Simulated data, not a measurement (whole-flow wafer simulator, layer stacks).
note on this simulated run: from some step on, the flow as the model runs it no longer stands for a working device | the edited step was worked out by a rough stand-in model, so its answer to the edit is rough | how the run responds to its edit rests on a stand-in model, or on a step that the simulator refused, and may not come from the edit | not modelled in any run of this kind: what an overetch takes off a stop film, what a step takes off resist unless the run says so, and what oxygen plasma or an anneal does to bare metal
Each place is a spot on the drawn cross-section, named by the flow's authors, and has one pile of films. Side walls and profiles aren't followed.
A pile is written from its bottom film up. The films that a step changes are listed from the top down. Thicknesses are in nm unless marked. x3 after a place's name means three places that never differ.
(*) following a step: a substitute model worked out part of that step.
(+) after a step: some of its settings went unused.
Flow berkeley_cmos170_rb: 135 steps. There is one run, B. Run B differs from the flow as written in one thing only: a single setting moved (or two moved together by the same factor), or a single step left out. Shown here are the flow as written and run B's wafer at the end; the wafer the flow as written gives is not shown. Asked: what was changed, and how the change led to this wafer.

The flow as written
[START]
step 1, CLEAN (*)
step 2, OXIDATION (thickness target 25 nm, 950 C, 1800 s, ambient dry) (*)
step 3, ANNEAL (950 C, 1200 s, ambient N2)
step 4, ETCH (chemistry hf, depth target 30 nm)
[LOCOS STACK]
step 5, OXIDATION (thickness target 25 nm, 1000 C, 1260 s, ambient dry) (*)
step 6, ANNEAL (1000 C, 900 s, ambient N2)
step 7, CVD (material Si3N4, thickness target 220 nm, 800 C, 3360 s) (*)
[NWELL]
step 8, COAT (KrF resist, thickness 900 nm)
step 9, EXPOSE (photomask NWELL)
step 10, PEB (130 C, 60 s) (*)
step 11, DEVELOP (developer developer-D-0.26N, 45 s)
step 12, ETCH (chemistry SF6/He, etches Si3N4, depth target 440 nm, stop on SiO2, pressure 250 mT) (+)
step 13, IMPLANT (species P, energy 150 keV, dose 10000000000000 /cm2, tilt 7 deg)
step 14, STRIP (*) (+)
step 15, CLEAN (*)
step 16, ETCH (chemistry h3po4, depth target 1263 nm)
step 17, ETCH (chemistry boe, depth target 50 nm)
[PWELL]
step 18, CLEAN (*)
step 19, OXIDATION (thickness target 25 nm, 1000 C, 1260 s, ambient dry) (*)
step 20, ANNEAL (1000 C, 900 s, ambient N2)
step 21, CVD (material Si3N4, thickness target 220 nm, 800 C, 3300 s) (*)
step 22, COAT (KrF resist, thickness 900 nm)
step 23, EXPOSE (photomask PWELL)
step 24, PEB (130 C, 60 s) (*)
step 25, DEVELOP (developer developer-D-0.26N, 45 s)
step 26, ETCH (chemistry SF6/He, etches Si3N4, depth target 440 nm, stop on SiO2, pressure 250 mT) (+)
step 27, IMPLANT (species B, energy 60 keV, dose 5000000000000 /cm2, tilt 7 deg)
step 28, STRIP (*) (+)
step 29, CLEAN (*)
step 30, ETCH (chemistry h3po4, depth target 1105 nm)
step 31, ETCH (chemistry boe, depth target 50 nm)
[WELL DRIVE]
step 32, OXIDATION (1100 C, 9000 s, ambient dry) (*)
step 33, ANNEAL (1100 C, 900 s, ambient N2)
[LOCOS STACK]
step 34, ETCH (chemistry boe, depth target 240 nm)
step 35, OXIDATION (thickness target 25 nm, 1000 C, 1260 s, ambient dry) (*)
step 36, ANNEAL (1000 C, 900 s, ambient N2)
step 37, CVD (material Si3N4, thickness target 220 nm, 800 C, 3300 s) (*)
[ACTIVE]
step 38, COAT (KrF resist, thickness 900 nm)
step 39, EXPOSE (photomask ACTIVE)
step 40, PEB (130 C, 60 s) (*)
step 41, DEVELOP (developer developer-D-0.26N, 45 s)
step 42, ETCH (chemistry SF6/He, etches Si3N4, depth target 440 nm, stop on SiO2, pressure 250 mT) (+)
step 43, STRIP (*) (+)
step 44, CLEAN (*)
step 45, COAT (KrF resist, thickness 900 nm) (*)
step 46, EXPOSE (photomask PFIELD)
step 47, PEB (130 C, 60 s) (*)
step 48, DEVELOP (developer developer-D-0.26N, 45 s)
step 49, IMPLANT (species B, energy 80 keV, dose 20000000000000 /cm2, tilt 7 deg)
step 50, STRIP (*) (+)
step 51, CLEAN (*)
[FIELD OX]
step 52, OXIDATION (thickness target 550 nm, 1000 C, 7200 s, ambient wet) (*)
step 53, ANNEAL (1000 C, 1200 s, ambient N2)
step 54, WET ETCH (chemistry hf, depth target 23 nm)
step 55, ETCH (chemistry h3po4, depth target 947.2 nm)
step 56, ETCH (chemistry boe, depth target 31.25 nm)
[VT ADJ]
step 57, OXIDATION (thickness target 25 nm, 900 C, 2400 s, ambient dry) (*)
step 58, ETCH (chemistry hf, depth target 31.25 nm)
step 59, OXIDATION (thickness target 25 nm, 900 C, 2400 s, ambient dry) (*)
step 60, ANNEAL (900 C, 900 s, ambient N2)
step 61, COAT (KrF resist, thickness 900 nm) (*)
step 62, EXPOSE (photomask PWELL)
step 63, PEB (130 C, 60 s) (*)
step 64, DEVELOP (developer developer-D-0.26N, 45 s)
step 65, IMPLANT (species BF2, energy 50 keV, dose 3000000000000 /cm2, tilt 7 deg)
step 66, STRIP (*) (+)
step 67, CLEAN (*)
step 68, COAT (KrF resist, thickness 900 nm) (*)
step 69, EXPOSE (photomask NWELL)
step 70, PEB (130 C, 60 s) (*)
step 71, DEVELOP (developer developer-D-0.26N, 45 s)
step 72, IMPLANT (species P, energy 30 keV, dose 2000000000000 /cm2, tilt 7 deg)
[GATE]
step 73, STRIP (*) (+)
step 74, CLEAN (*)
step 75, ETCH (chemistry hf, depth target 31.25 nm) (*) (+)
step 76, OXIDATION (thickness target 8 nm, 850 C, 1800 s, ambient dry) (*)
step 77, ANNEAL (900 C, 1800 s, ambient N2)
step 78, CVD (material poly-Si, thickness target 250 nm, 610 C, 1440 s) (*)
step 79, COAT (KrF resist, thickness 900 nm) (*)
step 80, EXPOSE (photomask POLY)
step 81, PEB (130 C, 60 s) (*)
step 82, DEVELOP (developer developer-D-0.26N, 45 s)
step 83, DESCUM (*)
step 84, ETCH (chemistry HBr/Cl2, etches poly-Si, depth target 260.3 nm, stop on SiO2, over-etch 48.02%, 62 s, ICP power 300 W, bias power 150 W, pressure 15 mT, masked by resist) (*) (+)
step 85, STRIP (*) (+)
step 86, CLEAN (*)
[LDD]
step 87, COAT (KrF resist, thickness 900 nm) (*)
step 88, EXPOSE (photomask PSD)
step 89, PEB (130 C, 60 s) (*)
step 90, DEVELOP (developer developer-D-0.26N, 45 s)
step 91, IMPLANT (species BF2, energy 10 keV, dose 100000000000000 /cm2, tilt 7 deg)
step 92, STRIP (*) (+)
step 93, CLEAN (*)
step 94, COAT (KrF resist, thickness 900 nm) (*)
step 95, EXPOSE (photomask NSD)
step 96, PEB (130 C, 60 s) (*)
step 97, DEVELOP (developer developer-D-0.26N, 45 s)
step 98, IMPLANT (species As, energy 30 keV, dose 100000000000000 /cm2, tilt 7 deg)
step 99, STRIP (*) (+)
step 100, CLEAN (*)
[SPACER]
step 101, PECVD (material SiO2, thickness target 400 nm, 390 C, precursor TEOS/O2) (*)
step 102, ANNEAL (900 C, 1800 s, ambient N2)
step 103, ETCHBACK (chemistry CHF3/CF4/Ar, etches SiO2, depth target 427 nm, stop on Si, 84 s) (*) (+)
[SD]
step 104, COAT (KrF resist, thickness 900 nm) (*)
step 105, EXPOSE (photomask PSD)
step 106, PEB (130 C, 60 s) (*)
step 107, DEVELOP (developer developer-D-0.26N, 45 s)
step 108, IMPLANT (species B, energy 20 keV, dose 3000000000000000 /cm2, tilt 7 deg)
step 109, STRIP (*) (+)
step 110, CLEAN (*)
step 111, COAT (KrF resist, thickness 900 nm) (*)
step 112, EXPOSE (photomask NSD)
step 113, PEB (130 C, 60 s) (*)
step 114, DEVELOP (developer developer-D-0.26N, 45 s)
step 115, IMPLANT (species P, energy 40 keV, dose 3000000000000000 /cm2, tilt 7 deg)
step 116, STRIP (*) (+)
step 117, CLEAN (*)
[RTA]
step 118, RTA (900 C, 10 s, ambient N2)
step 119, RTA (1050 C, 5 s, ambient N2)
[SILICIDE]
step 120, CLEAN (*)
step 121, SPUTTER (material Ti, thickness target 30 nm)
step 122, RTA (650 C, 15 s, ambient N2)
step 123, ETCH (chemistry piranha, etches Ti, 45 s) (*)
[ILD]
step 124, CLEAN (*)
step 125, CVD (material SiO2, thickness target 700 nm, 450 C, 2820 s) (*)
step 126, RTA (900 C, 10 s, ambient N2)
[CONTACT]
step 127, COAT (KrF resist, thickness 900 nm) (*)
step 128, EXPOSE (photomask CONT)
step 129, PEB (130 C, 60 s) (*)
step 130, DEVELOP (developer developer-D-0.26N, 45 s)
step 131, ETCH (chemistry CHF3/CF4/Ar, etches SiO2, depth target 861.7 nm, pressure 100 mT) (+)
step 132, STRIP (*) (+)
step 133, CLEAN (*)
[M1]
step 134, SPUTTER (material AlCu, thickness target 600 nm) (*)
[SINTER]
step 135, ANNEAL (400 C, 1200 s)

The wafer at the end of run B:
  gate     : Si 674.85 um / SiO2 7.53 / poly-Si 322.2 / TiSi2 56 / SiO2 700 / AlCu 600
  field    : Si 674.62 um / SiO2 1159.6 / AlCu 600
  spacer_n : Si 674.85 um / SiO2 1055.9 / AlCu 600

The reason: step 78, CVD: 2160 s was run, while the flow as written has 1440 s.

How this came from the change, step by step:
  step 78, CVD (material poly-Si, thickness target 250 nm, 610 C, 1440 s) (*)
      field, sd_n, spacer_n and 6 more: +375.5 poly-Si (new film) (as written it would have been: +250 poly-Si (new film))
  step 84, ETCH (chemistry HBr/Cl2, etches poly-Si, depth target 260.3 nm, stop on SiO2, over-etch 48.02%, 62 s, ICP power 300 W, bias power 150 W, pressure 15 mT, masked by resist) (*) (+)
      field, sd_n, spacer_n, sd_p, spacer_p, contact, m1: -375.5 poly-Si (all of it), -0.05 SiO2 (as written it would have been: -250 poly-Si (all of it), -1.42 SiO2)
  step 87, COAT (KrF resist, thickness 900 nm) (*)
      field: +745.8 KrF resist (new film) (as written it would have been: +730.1 KrF resist (new film))
      spacer_n: +985.2 KrF resist (new film) (as written it would have been: +956.1 KrF resist (new film))
      (also at 4 further places)
  step 90, DEVELOP (developer developer-D-0.26N, 45 s)
      sd_p: -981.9 KrF resist (all of it) (as written it would have been: -958.2 KrF resist (all of it))
      spacer_p: -986.5 KrF resist (all of it) (as written it would have been: -956.5 KrF resist (all of it))
      (also at 1 further place)
  step 92, STRIP (*) (+)
      field: -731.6 KrF resist (all of it) (as written it would have been: -715.9 KrF resist (all of it))
      spacer_n: -971 KrF resist (all of it) (as written it would have been: -941.9 KrF resist (all of it))
      (also at 1 further place)
  step 94, COAT (KrF resist, thickness 900 nm) (*)
      field: +745.8 KrF resist (new film) (as written it would have been: +730.1 KrF resist (new film))
      spacer_n: +985.2 KrF resist (new film) (as written it would have been: +956.1 KrF resist (new film))
      (also at 4 further places)
  step 97, DEVELOP (developer developer-D-0.26N, 45 s)
      spacer_n: -985.2 KrF resist (all of it) (as written it would have been: -956.1 KrF resist (all of it))
      gate: -612.3 KrF resist (all of it) (as written it would have been: -706 KrF resist (all of it))
  step 99, STRIP (*) (+)
      field: -731.6 KrF resist (all of it) (as written it would have been: -715.9 KrF resist (all of it))
      sd_p: -967.7 KrF resist (all of it) (as written it would have been: -944 KrF resist (all of it))
      (also at 2 further places)
  step 103, ETCHBACK (chemistry CHF3/CF4/Ar, etches SiO2, depth target 427 nm, stop on Si, 84 s) (*) (+)
      spacer_n: -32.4 SiO2 (as written it would have been: -157.9 SiO2)
      spacer_p: -32.3 SiO2 (as written it would have been: -157.9 SiO2)
  step 104, COAT (KrF resist, thickness 900 nm) (*)
      spacer_n: +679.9 KrF resist (new film) (as written it would have been: +766.3 KrF resist (new film))
      gate: +658.1 KrF resist (new film) (as written it would have been: +742.1 KrF resist (new film))
      (also at 3 further places)
  step 107, DEVELOP (developer developer-D-0.26N, 45 s)
      sd_p: -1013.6 KrF resist (all of it) (as written it would have been: -990.7 KrF resist (all of it))
      spacer_p: -681.2 KrF resist (all of it) (as written it would have been: -767.7 KrF resist (all of it))
      (also at 1 further place)
  step 109, STRIP (*) (+)
      spacer_n: -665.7 KrF resist (all of it) (as written it would have been: -752.1 KrF resist (all of it))
      gate: -643.9 KrF resist (all of it) (as written it would have been: -727.9 KrF resist (all of it))
  step 111, COAT (KrF resist, thickness 900 nm) (*)
      spacer_n: +679.9 KrF resist (new film) (as written it would have been: +766.3 KrF resist (new film))
      gate: +658.1 KrF resist (new film) (as written it would have been: +742.1 KrF resist (new film))
      (also at 3 further places)
  step 114, DEVELOP (developer developer-D-0.26N, 45 s)
      spacer_n: -679.9 KrF resist (all of it) (as written it would have been: -766.3 KrF resist (all of it))
      gate: -658.1 KrF resist (all of it) (as written it would have been: -742.1 KrF resist (all of it))
  step 116, STRIP (*) (+)
      sd_p: -999.4 KrF resist (all of it) (as written it would have been: -976.5 KrF resist (all of it))
      spacer_p: -667 KrF resist (all of it) (as written it would have been: -753.5 KrF resist (all of it))
      (also at 1 further place)
  step 127, COAT (KrF resist, thickness 900 nm) (*)
      field: +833 KrF resist (new film) (as written it would have been: +804.9 KrF resist (new film))
      spacer_n: +763.9 KrF resist (new film) (as written it would have been: +819.8 KrF resist (new film))
      (also at 4 further places)
  step 132, STRIP (*) (+)
      field: -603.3 KrF resist (all of it) (as written it would have been: -575.3 KrF resist (all of it))
      sd_n: -799.1 KrF resist (all of it) (as written it would have been: -780.4 KrF resist (all of it))
      (also at 6 further places)
